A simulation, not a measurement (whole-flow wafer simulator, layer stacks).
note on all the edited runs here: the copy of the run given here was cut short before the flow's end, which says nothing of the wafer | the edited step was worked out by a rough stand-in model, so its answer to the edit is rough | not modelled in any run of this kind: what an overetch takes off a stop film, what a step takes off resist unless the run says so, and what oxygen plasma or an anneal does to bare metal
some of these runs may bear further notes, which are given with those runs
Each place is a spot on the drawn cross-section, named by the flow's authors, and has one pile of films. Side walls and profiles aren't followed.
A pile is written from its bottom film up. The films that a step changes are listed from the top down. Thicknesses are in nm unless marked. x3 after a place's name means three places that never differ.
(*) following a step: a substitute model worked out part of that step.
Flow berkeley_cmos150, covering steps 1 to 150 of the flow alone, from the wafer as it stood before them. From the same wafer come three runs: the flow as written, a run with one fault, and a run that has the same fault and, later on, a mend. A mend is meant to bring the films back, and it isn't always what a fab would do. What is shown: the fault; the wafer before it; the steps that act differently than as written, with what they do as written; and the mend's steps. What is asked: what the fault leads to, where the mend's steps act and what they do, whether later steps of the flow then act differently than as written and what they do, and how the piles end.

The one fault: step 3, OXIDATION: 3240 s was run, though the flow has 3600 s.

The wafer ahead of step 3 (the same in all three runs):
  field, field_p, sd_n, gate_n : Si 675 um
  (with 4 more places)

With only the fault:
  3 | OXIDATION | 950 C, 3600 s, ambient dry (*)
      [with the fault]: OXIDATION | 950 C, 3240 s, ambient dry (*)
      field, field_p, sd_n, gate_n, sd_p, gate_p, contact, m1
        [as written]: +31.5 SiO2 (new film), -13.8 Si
        [with the fault]: +29.4 SiO2 (new film), -12.9 Si
  None of the later steps of the flow differs from how it acts as written, at any place that is followed, by more than 2% or 0.5 nm, whichever is larger.
  At the end the piles are close to the flow's at the places that both follow, differing by at most 2% or 0.5 nm, whichever is larger.

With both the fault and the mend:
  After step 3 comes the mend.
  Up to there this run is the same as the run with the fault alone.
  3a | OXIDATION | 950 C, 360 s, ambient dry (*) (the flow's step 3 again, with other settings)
      field, field_p, sd_n, gate_n, sd_p, gate_p, contact, m1
        +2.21 SiO2, -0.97 Si
  None of the later steps of the flow differs from how it acts as written, at any place that is followed, by more than 2% or 0.5 nm, whichever is larger.
  The piles end the same as the flow's at every place that both follow.
